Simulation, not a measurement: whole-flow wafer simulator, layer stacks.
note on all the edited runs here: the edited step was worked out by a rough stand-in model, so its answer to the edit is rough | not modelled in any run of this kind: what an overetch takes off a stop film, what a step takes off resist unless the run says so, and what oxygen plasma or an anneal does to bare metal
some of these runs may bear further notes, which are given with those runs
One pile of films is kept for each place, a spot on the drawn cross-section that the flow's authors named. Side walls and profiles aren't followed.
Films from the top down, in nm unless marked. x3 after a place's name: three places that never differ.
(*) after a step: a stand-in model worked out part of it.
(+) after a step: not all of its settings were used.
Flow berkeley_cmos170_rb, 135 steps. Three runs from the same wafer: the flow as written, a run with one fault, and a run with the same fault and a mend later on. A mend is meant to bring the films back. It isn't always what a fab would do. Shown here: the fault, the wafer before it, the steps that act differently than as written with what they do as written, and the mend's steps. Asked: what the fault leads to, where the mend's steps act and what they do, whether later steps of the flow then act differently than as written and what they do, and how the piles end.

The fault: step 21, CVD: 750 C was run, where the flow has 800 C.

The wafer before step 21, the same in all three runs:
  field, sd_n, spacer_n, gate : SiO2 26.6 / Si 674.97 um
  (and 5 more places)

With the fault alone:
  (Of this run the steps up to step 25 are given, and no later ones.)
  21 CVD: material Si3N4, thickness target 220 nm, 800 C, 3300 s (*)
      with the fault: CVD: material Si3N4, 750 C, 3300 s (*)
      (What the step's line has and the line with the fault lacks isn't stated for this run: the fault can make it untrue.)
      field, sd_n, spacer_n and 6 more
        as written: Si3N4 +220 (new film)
        with the fault: Si3N4 +99.1 (new film)
  No later step of the flow up to step 25 acts differently than as written at any place that is followed.
  After step 25 the piles differ from the flow's by more than 2% or 0.5 nm, whichever is larger, at field, sd_n, spacer_n and 6 more.
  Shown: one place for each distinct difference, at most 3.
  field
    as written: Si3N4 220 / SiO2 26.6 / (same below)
    with the fault: Si3N4 99.1 / SiO2 26.6 / (same below)
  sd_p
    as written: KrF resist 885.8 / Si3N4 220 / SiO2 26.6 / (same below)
    with the fault: KrF resist 885.8 / Si3N4 99.1 / SiO2 26.6 / (same below)

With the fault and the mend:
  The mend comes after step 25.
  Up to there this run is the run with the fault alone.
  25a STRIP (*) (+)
      sd_p, spacer_p, gate_p, m1
        KrF resist -885.8 (all of it)
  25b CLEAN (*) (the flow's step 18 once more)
      changes no film at any place that is followed
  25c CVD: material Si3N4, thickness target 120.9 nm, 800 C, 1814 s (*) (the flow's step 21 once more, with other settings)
      field, sd_n, spacer_n and 6 more
        Si3N4 +120.9
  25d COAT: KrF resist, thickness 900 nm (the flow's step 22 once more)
      field, sd_n, spacer_n and 6 more
        KrF resist +900 (new film)
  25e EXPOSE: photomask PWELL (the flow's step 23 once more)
      changes no film at any place that is followed
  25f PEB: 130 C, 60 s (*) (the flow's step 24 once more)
      changes no film at any place that is followed
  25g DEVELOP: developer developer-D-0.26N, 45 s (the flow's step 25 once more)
      field, sd_n, spacer_n, gate, contact
        KrF resist -900 (all of it)
      sd_p, spacer_p, gate_p, m1
        KrF resist -14.2
  No later step of the flow acts differently than as written, at any place that is followed, by more than 2% or 0.5 nm, whichever is larger.
  At the end the piles are the same as the flow's at every place that both follow.
